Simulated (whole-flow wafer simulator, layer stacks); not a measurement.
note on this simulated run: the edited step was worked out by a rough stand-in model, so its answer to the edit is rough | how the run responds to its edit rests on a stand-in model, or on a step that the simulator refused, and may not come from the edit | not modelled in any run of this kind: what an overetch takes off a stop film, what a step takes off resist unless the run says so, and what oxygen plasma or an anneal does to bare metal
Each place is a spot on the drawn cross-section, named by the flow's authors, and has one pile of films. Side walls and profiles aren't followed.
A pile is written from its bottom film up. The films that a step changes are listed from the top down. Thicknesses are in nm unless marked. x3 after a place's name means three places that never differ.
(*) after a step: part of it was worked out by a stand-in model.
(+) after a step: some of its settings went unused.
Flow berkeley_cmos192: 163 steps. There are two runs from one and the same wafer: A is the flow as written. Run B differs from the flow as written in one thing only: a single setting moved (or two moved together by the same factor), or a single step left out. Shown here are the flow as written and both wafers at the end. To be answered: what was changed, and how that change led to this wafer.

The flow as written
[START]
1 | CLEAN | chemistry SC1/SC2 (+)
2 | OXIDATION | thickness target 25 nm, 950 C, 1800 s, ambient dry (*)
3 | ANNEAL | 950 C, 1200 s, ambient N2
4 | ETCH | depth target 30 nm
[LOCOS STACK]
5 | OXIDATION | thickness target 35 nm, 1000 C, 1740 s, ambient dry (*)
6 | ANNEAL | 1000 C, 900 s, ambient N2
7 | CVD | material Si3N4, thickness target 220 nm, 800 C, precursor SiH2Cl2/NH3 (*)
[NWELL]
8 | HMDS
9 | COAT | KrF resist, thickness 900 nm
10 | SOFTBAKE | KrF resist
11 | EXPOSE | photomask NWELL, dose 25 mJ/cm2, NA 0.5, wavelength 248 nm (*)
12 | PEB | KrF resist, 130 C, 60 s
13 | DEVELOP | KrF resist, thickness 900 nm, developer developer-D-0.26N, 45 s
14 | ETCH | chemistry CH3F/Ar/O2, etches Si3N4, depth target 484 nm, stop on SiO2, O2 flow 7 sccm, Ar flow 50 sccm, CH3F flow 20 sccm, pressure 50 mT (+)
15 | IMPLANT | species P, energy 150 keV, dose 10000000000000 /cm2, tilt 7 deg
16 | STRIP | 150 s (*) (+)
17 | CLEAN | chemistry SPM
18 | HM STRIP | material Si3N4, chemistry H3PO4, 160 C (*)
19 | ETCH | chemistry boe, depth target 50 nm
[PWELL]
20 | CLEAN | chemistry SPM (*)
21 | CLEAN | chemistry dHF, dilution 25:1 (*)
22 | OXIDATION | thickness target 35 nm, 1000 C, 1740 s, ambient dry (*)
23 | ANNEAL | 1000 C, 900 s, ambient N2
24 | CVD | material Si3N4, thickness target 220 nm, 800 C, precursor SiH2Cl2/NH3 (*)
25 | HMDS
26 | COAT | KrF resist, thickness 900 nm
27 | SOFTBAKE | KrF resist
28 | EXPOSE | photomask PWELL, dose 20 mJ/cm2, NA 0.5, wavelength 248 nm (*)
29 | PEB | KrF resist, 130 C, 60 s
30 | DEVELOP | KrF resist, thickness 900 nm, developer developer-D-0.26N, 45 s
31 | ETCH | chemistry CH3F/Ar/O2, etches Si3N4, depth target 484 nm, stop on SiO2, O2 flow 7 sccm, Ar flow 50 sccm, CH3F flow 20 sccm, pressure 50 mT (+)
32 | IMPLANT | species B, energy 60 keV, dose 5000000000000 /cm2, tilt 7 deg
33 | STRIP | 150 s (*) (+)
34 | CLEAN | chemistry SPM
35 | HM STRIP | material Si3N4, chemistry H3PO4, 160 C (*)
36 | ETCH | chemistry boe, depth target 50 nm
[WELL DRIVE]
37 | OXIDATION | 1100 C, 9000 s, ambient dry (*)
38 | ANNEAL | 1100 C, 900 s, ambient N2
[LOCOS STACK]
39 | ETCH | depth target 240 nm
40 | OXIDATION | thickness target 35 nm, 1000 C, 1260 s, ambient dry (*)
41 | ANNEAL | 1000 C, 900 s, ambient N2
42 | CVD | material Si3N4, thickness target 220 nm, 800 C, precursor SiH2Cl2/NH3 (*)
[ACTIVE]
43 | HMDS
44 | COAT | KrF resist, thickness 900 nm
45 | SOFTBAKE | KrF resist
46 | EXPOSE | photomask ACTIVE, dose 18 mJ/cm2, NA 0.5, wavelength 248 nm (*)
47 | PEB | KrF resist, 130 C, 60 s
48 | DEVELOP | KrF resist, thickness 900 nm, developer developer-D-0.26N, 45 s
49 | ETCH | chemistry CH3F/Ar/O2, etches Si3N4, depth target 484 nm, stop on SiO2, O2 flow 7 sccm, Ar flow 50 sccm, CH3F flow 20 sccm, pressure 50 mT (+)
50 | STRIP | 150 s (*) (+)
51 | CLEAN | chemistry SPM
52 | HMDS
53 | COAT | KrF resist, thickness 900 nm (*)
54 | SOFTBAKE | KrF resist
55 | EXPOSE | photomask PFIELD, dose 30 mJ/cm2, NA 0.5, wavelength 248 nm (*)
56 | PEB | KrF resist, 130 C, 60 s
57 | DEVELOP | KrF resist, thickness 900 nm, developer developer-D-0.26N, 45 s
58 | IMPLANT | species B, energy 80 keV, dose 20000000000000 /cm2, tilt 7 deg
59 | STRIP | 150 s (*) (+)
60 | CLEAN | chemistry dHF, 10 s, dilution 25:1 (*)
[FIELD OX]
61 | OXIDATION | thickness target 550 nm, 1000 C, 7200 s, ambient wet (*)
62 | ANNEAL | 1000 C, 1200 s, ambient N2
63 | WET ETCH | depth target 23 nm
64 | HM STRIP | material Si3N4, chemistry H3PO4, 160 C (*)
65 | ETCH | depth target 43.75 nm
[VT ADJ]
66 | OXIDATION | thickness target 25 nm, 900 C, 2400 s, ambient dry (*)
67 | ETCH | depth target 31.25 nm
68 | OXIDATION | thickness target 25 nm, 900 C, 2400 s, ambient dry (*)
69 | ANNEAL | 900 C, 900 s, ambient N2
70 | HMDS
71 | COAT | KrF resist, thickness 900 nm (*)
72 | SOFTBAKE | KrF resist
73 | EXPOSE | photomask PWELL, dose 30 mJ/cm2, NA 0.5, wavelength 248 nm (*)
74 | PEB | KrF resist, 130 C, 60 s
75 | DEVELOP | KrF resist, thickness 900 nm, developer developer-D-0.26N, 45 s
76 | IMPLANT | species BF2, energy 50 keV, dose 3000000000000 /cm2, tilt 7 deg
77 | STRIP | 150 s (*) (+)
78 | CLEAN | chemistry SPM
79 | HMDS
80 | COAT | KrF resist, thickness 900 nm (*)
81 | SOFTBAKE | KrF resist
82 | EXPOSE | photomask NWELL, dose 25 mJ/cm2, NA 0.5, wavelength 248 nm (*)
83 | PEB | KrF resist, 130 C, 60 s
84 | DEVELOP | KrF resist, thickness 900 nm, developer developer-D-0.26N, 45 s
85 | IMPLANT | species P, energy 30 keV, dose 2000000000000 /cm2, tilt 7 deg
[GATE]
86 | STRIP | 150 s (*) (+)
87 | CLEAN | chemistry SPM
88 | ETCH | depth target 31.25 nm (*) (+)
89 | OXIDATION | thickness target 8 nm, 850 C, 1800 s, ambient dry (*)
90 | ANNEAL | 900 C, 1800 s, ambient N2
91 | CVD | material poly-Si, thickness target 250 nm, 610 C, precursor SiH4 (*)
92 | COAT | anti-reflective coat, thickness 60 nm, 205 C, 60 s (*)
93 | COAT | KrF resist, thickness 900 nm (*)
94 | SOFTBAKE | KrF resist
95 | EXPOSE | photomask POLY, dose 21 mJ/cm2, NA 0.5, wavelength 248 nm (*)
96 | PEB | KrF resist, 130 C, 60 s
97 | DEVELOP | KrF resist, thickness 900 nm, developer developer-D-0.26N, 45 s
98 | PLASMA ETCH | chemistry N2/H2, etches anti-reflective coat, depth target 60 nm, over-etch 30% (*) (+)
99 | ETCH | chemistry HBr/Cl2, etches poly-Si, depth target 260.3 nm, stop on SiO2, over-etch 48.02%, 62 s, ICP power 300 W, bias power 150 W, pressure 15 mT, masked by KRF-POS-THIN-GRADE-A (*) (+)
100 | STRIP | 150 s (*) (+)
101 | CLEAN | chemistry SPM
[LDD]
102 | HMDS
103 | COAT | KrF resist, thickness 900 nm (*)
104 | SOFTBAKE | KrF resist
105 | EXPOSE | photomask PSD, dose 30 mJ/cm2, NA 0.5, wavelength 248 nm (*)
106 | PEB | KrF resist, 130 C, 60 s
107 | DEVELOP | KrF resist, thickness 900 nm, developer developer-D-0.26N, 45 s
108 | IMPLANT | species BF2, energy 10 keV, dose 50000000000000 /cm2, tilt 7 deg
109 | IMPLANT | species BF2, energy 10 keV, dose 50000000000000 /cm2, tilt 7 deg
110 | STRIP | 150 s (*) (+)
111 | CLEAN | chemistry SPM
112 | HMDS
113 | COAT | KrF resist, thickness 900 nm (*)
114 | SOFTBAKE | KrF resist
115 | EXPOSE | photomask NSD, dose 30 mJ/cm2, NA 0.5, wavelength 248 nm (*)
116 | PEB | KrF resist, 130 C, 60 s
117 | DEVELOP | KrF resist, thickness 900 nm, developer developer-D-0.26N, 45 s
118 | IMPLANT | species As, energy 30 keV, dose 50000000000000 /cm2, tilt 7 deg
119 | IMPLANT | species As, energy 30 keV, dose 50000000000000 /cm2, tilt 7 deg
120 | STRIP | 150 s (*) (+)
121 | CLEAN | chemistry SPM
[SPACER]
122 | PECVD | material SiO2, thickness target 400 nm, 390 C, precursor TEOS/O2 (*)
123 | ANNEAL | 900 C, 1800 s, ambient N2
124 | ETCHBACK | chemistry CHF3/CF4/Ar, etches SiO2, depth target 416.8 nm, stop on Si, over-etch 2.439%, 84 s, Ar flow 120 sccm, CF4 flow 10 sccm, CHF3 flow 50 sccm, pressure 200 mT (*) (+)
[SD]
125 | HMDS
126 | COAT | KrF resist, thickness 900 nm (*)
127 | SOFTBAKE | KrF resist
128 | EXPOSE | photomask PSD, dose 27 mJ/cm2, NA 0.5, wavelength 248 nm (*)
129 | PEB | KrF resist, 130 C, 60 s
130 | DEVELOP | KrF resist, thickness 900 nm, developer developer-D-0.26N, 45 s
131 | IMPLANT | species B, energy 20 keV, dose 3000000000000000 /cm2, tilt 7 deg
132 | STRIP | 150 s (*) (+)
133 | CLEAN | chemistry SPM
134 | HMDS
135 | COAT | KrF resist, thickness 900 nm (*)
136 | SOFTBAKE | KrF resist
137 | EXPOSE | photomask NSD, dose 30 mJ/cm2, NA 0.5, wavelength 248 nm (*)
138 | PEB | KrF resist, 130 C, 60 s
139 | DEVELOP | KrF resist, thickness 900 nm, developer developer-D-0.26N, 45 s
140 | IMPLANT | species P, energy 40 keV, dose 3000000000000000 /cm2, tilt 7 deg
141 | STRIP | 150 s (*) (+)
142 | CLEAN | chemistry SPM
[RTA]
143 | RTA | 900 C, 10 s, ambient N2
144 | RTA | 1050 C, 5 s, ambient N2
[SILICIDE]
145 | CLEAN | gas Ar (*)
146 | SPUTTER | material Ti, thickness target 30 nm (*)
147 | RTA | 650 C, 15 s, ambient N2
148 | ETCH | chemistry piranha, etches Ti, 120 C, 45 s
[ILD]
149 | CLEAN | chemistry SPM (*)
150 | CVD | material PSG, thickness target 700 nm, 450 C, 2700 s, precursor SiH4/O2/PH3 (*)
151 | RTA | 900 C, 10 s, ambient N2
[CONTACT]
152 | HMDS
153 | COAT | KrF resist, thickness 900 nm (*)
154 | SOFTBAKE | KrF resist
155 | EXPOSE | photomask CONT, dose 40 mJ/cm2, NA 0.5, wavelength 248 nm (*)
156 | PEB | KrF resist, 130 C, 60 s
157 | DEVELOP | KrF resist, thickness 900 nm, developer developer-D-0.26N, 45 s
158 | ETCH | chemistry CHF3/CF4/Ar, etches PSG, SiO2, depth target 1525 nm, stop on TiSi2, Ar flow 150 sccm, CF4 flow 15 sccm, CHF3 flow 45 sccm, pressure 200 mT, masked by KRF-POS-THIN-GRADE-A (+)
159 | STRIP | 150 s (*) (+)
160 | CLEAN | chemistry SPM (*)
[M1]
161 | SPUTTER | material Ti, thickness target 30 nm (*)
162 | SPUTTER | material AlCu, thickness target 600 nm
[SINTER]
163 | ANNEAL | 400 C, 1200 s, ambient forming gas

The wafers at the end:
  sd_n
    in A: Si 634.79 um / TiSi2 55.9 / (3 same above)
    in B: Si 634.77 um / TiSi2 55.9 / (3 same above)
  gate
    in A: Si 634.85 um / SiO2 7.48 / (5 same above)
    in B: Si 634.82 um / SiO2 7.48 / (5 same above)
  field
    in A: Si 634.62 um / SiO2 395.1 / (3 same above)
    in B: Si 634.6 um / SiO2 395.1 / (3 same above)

The reason: step 5, OXIDATION: 1200 C was run, though the flow has 1000 C.

The path from the change to this, step by step:
  5 | OXIDATION | thickness target 35 nm, 1000 C, 1740 s, ambient dry (*)
      field, sd_n, spacer_n and 6 more: A SiO2 gains 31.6 (new film), Si loses 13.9 | B SiO2 gains 120.4 (new film), Si loses 53
  19 | ETCH | chemistry boe, depth target 50 nm
      field, sd_n, spacer_n, gate, contact, m1: A SiO2 loses 29.6 (all of it) | B SiO2 loses 50
      sd_p, spacer_p, gate_p: A SiO2 loses 18.5 (all of it) | B SiO2 loses 50
  20 | CLEAN | chemistry SPM (*)
      field, sd_n, spacer_n and 6 more: A chemical SiO2 gains 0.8 (new film), Si loses 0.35 | B nothing
  21 | CLEAN | chemistry dHF, dilution 25:1 (*)
      field, sd_n, spacer_n and 6 more: A chemical SiO2 loses 0.8 (all of it) | B nothing
  22 | OXIDATION | thickness target 35 nm, 1000 C, 1740 s, ambient dry (*)
      field, sd_n, spacer_n, gate, contact, m1: A SiO2 gains 31.6 (new film), Si loses 13.9 | B SiO2 gains 13.1, Si loses 5.74
      sd_p, spacer_p, gate_p: A SiO2 gains 31.6 (new film), Si loses 13.9 | B SiO2 gains 13.8, Si loses 6.08
  36 | ETCH | chemistry boe, depth target 50 nm
      field, sd_n, spacer_n, gate, contact: A SiO2 loses 18.5 (all of it) | B SiO2 loses 50
      sd_p, spacer_p, gate_p, m1: A SiO2 loses 29.6 (all of it) | B SiO2 loses 50
  37 | OXIDATION | 1100 C, 9000 s, ambient dry (*)
      field, sd_n, spacer_n, gate, contact: A SiO2 gains 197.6 (new film), Si loses 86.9 | B SiO2 gains 181.7, Si loses 80
      sd_p, spacer_p, gate_p: A SiO2 gains 197.6 (new film), Si loses 86.9 | B SiO2 gains 181.1, Si loses 79.7
      (also at 1 further place)
  39 | ETCH | depth target 240 nm
      m1: A SiO2 loses 197.6 (all of it) | B SiO2 loses 202.7 (all of it)
  92 | COAT | anti-reflective coat, thickness 60 nm, 205 C, 60 s (*)
      m1: A anti-reflective coat gains 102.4 (new film) | B anti-reflective coat gains 99.6 (new film)
  98 | PLASMA ETCH | chemistry N2/H2, etches anti-reflective coat, depth target 60 nm, over-etch 30% (*) (+)
      m1: A anti-reflective coat loses 102.4 (all of it), poly-Si loses 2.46 | B anti-reflective coat loses 99.6 (all of it), poly-Si loses 2.52
